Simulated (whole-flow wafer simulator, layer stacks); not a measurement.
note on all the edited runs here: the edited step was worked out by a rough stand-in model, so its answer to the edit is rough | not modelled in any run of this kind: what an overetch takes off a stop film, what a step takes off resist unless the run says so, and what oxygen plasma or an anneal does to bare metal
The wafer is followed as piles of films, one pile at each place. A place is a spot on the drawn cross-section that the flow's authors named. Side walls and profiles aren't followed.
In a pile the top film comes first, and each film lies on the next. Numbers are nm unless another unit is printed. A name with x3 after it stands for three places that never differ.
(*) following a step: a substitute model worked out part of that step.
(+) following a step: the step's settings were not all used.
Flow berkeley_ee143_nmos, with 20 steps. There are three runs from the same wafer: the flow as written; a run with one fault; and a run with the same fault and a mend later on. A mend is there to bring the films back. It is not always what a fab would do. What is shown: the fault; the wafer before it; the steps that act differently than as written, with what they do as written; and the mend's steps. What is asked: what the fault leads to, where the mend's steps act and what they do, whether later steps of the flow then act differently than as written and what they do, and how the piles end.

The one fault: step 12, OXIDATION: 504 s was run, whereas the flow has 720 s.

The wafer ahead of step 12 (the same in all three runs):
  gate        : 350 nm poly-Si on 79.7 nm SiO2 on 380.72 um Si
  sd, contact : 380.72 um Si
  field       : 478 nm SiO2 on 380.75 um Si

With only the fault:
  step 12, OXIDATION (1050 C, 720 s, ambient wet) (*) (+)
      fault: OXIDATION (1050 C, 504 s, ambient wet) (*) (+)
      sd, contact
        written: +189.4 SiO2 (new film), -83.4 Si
        fault: +146 SiO2 (new film), -64.3 Si
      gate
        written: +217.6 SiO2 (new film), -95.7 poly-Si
        fault: +171.4 SiO2 (new film), -75.4 poly-Si
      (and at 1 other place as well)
  Steps later in the flow that act otherwise than as written:
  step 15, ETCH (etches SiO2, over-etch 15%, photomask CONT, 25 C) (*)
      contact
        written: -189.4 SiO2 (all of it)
        fault: -146 SiO2 (all of it)
  The piles end different from the flow's at gate, sd, field by more than 2% or 0.5 nm, whichever is larger.
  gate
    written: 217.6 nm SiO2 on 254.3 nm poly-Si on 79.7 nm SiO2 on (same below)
    fault: 171.4 nm SiO2 on 274.6 nm poly-Si on 79.7 nm SiO2 on (same below)
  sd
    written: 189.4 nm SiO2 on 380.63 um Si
    fault: 146 nm SiO2 on 380.65 um Si
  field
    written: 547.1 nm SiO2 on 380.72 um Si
    fault: 527.1 nm SiO2 on 380.72 um Si

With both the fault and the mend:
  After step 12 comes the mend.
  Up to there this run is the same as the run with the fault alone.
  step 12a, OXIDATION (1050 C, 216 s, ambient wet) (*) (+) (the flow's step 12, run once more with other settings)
      sd, contact
        +43.4 SiO2, -19.1 Si
      gate
        +46.2 SiO2, -20.3 poly-Si
      field
        +20 SiO2, -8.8 Si
  Later steps of the flow that are run all act as written at every place that is followed.
  By the end, the piles equal the flow's at every place that both follow.
